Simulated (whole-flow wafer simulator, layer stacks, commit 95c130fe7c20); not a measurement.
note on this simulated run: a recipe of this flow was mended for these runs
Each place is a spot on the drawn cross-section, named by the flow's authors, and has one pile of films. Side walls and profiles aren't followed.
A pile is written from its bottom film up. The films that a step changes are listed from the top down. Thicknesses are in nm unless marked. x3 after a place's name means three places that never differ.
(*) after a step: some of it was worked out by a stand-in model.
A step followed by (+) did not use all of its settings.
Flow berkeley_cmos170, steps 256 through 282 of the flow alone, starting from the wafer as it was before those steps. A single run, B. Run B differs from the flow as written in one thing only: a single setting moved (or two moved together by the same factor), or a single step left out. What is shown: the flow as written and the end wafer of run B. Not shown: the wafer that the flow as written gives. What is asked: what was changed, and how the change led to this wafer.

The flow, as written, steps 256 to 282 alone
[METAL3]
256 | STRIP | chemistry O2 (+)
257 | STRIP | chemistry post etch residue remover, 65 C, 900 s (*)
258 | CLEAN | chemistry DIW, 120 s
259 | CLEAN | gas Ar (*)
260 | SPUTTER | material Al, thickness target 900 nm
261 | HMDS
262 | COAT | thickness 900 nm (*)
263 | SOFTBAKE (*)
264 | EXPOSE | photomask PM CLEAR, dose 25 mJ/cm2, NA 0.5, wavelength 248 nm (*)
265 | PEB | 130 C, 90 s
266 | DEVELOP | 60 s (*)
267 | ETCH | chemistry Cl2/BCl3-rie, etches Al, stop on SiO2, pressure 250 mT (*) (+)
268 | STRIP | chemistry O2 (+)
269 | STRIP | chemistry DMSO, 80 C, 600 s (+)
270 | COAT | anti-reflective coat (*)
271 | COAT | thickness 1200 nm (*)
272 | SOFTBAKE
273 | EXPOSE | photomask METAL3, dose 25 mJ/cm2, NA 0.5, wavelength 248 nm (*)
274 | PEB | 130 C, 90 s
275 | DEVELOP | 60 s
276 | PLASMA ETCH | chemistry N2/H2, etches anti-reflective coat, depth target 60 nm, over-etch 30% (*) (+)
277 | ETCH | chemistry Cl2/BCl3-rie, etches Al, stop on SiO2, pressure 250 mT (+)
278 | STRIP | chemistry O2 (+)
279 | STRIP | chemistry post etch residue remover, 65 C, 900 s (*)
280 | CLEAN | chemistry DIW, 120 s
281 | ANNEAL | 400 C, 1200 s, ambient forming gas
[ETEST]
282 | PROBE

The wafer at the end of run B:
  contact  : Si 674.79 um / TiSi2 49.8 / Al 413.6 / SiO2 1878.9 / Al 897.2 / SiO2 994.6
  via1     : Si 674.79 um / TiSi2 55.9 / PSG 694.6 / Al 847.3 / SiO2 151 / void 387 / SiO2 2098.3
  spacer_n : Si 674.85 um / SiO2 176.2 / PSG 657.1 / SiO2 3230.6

The reason: step 260, SPUTTER: material Al, thickness target 900 nm, was not run.

How this came from the change, step by step:
  262 | COAT | thickness 900 nm (*)
      via2: KrF-resist gains 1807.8 (new film) (it would be, as written: KrF-resist gains 2428.6 (new film))
  265 | PEB | 130 C, 90 s
      via2: KrF-resist loses 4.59 (it would be, as written: KrF-resist loses 7.55)
  266 | DEVELOP | 60 s (*)
      mark: KrF-resist loses 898 (all of it) (it would be, as written: KrF-resist loses 898 (all of it), Al loses 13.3)
  267 | ETCH | chemistry Cl2/BCl3-rie, etches Al, stop on SiO2, pressure 250 mT (*) (+)
      mark: SiO2 loses 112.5 (it would be, as written: Al loses 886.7 (all of it), SiO2 loses 22.5)
      field, sd_n, spacer_n and 9 more: KrF-resist loses 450 (it would be, as written: KrF-resist loses 533.3)
  268 | STRIP | chemistry O2 (+)
      field, spacer_n, gate_n: KrF-resist loses 433 (all of it) (it would be, as written: KrF-resist loses 349.7 (all of it))
      spacer_p, gate_p: KrF-resist loses 432.9 (all of it) (it would be, as written: KrF-resist loses 349.6 (all of it))
      (and at 7 other places as well)
  270 | COAT | anti-reflective coat (*)
      m1: anti-reflective coat gains 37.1 (new film) (it would be, as written: anti-reflective coat gains 40.9 (new film))
      via1: anti-reflective coat gains 57.2 (new film) (it would be, as written: anti-reflective coat gains 58.9 (new film))
      (and at 2 other places as well)
  271 | COAT | thickness 1200 nm (*)
      via2: KrF-resist gains 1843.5 (new film) (it would be, as written: KrF-resist gains 2189.1 (new film))
  274 | PEB | 130 C, 90 s
      via2: KrF-resist loses 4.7 (it would be, as written: KrF-resist loses 6.08)
  277 | ETCH | chemistry Cl2/BCl3-rie, etches Al, stop on SiO2, pressure 250 mT (+)
      field, sd_n, spacer_n, gate_n, sd_p, spacer_p, gate_p: SiO2 loses 112.5 (it would be, as written: Al loses 900 (all of it), SiO2 loses 56.2)
      contact, m1, via1, m2, via2: KrF-resist loses 450 (it would be, as written: KrF-resist loses 675)
      (and at 1 other place as well)
  278 | STRIP | chemistry O2 (+)
      contact: KrF-resist loses 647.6 (all of it), anti-reflective coat loses 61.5 (all of it) (it would be, as written: KrF-resist loses 424 (all of it), anti-reflective coat loses 61.1 (all of it))
      m1: KrF-resist loses 641.8 (all of it), anti-reflective coat loses 37.1 (all of it) (it would be, as written: KrF-resist loses 423.6 (all of it), anti-reflective coat loses 40.9 (all of it))
      (and at 3 other places as well)
  279 | STRIP | chemistry post etch residue remover, 65 C, 900 s (*)
      contact, m1, via1, m2: nothing (it would be, as written: Al loses 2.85)
Taking metal films that touch as one body, contact has 2 bodies (between them, from the top down: SiO2 1878.9); the flow as written gives 3 bodies (between them, from the top down: SiO2 994.6; SiO2 1878.9).
Taking metal films that touch as one body, via1 has 1 body; the flow as written gives 2 bodies (between them, from the top down: SiO2 2098.3 / void 387 / SiO2 151).
